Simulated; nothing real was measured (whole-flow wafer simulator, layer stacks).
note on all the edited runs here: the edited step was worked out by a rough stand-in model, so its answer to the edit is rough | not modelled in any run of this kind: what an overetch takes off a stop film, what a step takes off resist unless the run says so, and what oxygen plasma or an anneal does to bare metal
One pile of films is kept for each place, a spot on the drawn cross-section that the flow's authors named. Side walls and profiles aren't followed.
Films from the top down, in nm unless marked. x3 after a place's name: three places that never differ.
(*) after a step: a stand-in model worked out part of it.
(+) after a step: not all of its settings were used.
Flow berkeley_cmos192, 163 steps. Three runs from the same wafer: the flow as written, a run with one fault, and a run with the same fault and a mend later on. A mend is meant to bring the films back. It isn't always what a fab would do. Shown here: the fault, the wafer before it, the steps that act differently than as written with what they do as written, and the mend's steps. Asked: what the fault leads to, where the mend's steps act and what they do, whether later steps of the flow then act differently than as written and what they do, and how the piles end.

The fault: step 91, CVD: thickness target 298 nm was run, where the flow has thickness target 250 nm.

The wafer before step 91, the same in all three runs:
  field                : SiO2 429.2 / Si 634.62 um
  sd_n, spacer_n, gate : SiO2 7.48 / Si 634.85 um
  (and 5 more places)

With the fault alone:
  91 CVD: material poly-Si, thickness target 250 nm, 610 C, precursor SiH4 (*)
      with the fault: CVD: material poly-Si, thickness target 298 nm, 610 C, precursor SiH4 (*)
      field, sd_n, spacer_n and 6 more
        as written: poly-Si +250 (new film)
        with the fault: poly-Si +298 (new film)
  Later steps of the flow that act differently than as written (15 more steps differ only slightly, by at most 2% or 0.5 nm, whichever is larger, and aren't shown):
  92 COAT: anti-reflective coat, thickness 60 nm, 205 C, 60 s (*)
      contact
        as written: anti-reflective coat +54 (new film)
        with the fault: anti-reflective coat +55.2 (new film)
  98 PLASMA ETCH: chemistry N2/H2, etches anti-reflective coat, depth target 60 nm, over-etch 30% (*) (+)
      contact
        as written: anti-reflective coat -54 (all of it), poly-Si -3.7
        with the fault: anti-reflective coat -55.2 (all of it), poly-Si -3.74
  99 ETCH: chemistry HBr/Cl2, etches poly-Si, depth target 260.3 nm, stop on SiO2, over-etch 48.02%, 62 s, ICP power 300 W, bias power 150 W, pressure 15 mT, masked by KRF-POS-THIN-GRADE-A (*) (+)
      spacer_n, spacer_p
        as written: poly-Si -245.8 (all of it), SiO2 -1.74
        with the fault: poly-Si -293.7 (all of it), SiO2 -0.46
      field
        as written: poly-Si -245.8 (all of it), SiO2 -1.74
        with the fault: poly-Si -293.8 (all of it), SiO2 -0.46
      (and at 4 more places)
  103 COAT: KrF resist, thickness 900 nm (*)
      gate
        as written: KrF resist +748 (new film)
        with the fault: KrF resist +707.9 (new film)
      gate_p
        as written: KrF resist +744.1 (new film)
        with the fault: KrF resist +704 (new film)
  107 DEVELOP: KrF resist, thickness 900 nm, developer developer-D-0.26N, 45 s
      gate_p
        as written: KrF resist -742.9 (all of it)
        with the fault: KrF resist -702.9 (all of it)
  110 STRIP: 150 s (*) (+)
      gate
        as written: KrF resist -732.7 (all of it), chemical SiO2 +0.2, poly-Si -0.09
        with the fault: KrF resist -692.6 (all of it), chemical SiO2 +0.2, poly-Si -0.09
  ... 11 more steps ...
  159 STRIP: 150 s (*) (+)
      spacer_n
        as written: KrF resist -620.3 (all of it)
        with the fault: KrF resist -594.7 (all of it)
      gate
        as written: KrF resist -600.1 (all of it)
        with the fault: KrF resist -577.6 (all of it)
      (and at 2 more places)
  At the end the piles differ from the flow's by more than 2% or 0.5 nm, whichever is larger, at spacer_n, gate, spacer_p, gate_p.
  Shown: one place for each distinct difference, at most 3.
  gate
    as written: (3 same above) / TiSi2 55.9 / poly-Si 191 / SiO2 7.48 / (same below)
    with the fault: (3 same above) / TiSi2 55.9 / poly-Si 239 / SiO2 7.48 / (same below)
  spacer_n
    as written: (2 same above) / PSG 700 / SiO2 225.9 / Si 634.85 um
    with the fault: (2 same above) / PSG 700 / SiO2 273.9 / Si 634.85 um
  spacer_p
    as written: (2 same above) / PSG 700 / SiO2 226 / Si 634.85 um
    with the fault: (2 same above) / PSG 700 / SiO2 274 / Si 634.85 um

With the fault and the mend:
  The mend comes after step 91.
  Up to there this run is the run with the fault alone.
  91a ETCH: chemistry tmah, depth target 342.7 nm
      field, sd_n, spacer_n and 6 more
        poly-Si -298 (all of it)
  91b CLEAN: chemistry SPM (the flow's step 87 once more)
      changes no film at any place that is followed
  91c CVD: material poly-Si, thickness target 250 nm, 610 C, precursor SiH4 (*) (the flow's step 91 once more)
      field, sd_n, spacer_n and 6 more
        poly-Si +250 (new film)
  No later step of the flow acts differently than as written at any place that is followed.
  At the end the piles are the same as the flow's at every place that both follow.
